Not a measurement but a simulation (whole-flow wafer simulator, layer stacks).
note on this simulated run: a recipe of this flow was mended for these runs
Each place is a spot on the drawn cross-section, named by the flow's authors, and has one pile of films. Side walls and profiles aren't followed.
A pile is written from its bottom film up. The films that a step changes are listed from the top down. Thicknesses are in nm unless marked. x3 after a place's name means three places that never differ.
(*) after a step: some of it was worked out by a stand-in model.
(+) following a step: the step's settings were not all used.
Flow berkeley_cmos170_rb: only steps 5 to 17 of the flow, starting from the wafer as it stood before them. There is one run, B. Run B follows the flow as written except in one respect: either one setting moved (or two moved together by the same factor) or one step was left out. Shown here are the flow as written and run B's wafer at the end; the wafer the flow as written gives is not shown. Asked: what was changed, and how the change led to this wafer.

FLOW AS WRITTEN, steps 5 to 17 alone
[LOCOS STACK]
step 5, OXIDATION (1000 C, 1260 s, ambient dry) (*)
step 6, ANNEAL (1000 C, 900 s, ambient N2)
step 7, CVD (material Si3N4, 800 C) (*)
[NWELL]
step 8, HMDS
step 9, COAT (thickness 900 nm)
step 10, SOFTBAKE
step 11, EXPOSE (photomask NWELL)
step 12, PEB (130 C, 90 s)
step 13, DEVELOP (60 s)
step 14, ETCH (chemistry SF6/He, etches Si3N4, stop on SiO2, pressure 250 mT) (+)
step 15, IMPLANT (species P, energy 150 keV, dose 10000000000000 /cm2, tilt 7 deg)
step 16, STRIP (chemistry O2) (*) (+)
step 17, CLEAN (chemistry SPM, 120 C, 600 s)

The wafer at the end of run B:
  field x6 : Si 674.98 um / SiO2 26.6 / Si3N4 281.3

What caused this: step 7, CVD: 820 C was run, while the flow as written has 800 C.

How this came from the change, step by step:
  step 7, CVD (material Si3N4, 800 C) (*)
      field x6, sd_p x3: +281.3 Si3N4 (new film) (in the flow as written it would be: +220 Si3N4 (new film))
  step 14, ETCH (chemistry SF6/He, etches Si3N4, stop on SiO2, pressure 250 mT) (+)
      field x6: -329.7 KrF-resist (in the flow as written it would be: -263 KrF-resist)
      sd_p x3: -281.3 Si3N4 (all of it), -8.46 SiO2 (in the flow as written it would be: -220 Si3N4 (all of it), -8.46 SiO2)
  step 16, STRIP (chemistry O2) (*) (+)
      field x6: -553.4 KrF-resist (all of it) (in the flow as written it would be: -620 KrF-resist (all of it))
